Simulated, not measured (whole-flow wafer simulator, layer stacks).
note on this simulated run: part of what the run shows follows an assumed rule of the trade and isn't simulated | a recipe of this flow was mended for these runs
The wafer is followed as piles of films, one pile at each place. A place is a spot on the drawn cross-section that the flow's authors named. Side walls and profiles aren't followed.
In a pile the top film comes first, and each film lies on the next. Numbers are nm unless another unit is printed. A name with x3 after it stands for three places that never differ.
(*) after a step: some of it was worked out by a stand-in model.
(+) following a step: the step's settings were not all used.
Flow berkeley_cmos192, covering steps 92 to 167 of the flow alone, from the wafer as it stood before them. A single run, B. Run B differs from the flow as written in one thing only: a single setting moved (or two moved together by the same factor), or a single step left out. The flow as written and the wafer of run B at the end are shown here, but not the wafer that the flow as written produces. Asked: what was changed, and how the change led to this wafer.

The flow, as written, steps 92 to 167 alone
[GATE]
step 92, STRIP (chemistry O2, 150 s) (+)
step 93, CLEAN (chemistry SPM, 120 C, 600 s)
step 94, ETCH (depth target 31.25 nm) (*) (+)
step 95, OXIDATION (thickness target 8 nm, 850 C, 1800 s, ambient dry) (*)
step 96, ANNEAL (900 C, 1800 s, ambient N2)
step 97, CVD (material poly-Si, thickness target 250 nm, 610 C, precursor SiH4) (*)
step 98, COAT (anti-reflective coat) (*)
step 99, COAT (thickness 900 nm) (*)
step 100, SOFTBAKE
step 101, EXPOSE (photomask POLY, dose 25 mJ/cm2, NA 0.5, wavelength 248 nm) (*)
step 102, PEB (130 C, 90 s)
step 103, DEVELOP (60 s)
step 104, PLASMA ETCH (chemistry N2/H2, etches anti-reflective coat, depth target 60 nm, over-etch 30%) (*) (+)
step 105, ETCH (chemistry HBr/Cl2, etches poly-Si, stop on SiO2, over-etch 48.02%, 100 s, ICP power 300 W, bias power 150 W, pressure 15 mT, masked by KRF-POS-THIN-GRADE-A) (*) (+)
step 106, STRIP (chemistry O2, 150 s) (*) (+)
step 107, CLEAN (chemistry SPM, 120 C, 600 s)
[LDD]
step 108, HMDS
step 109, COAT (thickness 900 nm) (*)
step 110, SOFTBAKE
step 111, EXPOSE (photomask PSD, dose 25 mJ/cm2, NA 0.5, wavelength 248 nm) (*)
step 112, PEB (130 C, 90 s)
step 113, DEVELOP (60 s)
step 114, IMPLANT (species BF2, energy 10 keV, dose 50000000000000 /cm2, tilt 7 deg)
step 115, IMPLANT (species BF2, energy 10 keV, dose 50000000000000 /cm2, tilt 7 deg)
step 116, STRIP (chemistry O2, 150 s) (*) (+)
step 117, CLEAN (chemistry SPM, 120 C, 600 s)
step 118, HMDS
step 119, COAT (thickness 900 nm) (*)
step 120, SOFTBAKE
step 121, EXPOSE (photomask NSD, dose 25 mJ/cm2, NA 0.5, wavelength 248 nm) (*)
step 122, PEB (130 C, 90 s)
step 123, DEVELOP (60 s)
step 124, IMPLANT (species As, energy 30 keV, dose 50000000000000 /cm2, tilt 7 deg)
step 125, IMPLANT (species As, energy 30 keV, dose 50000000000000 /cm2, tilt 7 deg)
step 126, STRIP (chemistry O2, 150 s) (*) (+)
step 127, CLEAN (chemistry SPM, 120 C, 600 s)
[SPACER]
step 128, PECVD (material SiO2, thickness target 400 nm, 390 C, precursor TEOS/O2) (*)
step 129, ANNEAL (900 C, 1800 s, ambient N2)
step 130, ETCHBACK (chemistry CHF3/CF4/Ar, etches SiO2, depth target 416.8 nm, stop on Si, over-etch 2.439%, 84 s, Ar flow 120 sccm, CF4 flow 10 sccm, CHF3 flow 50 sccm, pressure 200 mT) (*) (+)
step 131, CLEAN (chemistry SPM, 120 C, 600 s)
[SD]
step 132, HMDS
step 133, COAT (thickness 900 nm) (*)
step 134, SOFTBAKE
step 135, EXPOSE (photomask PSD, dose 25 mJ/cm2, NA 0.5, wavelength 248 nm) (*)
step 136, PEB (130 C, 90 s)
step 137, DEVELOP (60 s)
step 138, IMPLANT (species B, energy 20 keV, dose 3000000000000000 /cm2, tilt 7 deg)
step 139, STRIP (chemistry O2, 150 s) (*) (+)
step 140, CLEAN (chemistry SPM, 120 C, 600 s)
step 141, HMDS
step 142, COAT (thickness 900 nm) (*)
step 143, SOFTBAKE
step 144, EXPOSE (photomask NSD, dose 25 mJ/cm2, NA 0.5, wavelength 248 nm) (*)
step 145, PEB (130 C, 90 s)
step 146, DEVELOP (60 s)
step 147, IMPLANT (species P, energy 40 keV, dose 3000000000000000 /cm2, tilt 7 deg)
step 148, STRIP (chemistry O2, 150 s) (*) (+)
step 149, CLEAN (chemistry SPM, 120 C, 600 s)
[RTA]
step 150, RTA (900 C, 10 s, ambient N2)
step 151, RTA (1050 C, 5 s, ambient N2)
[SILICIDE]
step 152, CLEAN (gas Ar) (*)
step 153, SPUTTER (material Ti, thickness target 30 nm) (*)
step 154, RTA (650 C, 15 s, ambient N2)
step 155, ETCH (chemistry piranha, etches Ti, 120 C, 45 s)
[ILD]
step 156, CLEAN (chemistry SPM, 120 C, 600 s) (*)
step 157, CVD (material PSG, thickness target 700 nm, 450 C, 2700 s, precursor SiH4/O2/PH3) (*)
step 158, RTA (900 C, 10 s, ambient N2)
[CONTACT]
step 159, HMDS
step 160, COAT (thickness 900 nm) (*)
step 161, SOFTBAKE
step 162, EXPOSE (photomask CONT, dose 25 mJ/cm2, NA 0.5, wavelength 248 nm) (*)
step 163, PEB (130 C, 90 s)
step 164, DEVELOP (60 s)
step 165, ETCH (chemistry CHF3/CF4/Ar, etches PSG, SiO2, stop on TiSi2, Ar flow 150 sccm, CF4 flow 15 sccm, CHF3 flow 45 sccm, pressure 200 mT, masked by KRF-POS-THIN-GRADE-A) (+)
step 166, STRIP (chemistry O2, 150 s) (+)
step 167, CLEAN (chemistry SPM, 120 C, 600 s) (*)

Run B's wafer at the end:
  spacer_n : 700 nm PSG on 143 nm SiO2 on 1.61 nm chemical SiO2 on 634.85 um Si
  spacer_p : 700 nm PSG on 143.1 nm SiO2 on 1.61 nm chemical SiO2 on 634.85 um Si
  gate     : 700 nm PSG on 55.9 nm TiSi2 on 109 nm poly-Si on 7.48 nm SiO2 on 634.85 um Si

The reason: step 97, CVD: thickness target 168 nm was run, whereas the flow has thickness target 250 nm.

The path from the change to this, step by step:
  step 97, CVD (material poly-Si, thickness target 250 nm, 610 C, precursor SiH4) (*)
      field, sd_n, spacer_n and 6 more: poly-Si gains 168 (new film) (as written it would have been: poly-Si gains 250 (new film))
  step 105, ETCH (chemistry HBr/Cl2, etches poly-Si, stop on SiO2, over-etch 48.02%, 100 s, ICP power 300 W, bias power 150 W, pressure 15 mT, masked by KRF-POS-THIN-GRADE-A) (*) (+)
      spacer_n, spacer_p: poly-Si loses 164.2 (all of it), SiO2 loses 7.48 (all of it) (as written it would have been: poly-Si loses 246.2 (all of it), SiO2 loses 1.71)
      sd_n: poly-Si loses 166.9 (all of it), SiO2 loses 7.48 (all of it) (as written it would have been: poly-Si loses 248.9 (all of it), SiO2 loses 1.5)
      (also at 4 further places)
  step 106, STRIP (chemistry O2, 150 s) (*) (+)
      sd_n, spacer_n, sd_p, spacer_p, contact, m1: chemical SiO2 gains 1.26 (new film), Si loses 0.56 (as written it would have been: nothing)
  step 109, COAT (thickness 900 nm) (*)
      gate: KrF-resist gains 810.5 (new film) (as written it would have been: KrF-resist gains 743.5 (new film))
      gate_p: KrF-resist gains 806.8 (new film) (as written it would have been: KrF-resist gains 739.8 (new film))
  step 113, DEVELOP (60 s)
      gate_p: KrF-resist loses 805.1 (all of it) (as written it would have been: KrF-resist loses 738.2 (all of it))
  step 116, STRIP (chemistry O2, 150 s) (*) (+)
      gate: KrF-resist loses 793.8 (all of it), chemical SiO2 gains 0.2, poly-Si loses 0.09 (as written it would have been: KrF-resist loses 727 (all of it), chemical SiO2 gains 0.2, poly-Si loses 0.09)
  step 119, COAT (thickness 900 nm) (*)
      gate: KrF-resist gains 810.4 (new film) (as written it would have been: KrF-resist gains 743.4 (new film))
      gate_p: KrF-resist gains 806.8 (new film) (as written it would have been: KrF-resist gains 739.7 (new film))
  step 123, DEVELOP (60 s)
      gate: KrF-resist loses 808.7 (all of it) (as written it would have been: KrF-resist loses 741.9 (all of it))
  step 126, STRIP (chemistry O2, 150 s) (*) (+)
      gate_p: KrF-resist loses 790.1 (all of it), chemical SiO2 gains 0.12, poly-Si loses 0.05 (as written it would have been: KrF-resist loses 723.2 (all of it), chemical SiO2 gains 0.12, poly-Si loses 0.05)
  step 128, PECVD (material SiO2, thickness target 400 nm, 390 C, precursor TEOS/O2) (*)
      sd_n, contact, m1: SiO2 gains 400 (new film) (as written it would have been: SiO2 gains 400)
      sd_p, spacer_p: SiO2 gains 387.2 (new film) (as written it would have been: SiO2 gains 386.5)
      (also at 1 further place)
  step 130, ETCHBACK (chemistry CHF3/CF4/Ar, etches SiO2, depth target 416.8 nm, stop on Si, over-etch 2.439%, 84 s, Ar flow 120 sccm, CF4 flow 10 sccm, CHF3 flow 50 sccm, pressure 200 mT) (*) (+)
      sd_n: SiO2 loses 400 (all of it), chemical SiO2 loses 1.61 (all of it), Si loses 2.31 (as written it would have been: SiO2 loses 406 (all of it), Si loses 2.31)
      sd_p: SiO2 loses 387.2 (all of it), chemical SiO2 loses 1.61 (all of it), Si loses 2.31 (as written it would have been: SiO2 loses 392.4 (all of it), Si loses 2.31)
      (also at 4 further places)
  step 133, COAT (thickness 900 nm) (*)
      spacer_n: KrF-resist gains 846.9 (new film) (as written it would have been: KrF-resist gains 785.3 (new film))
      gate: KrF-resist gains 824.9 (new film) (as written it would have been: KrF-resist gains 764.7 (new film))
      (also at 2 further places)
  step 137, DEVELOP (60 s)
      spacer_p: KrF-resist loses 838 (all of it) (as written it would have been: KrF-resist loses 778.4 (all of it))
      gate_p: KrF-resist loses 815.9 (all of it) (as written it would have been: KrF-resist loses 757.7 (all of it))
  step 139, STRIP (chemistry O2, 150 s) (*) (+)
      spacer_n: KrF-resist loses 830.1 (all of it) (as written it would have been: KrF-resist loses 768.7 (all of it))
      gate: KrF-resist loses 808.2 (all of it), chemical SiO2 gains 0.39, poly-Si loses 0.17 (as written it would have been: KrF-resist loses 748.1 (all of it), chemical SiO2 gains 0.39, poly-Si loses 0.17)
  step 142, COAT (thickness 900 nm) (*)
      spacer_n: KrF-resist gains 847 (new film) (as written it would have been: KrF-resist gains 785.4 (new film))
      gate: KrF-resist gains 824.8 (new film) (as written it would have been: KrF-resist gains 764.6 (new film))
      (also at 2 further places)
  step 146, DEVELOP (60 s)
      spacer_n: KrF-resist loses 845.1 (all of it) (as written it would have been: KrF-resist loses 783.7 (all of it))
      gate: KrF-resist loses 823 (all of it) (as written it would have been: KrF-resist loses 762.9 (all of it))
  ... another 2 steps ...
  step 166, STRIP (chemistry O2, 150 s) (+)
      spacer_n: KrF-resist loses 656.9 (all of it) (as written it would have been: KrF-resist loses 612.8 (all of it))
      gate: KrF-resist loses 632.6 (all of it) (as written it would have been: KrF-resist loses 593.2 (all of it))
      (also at 3 further places)
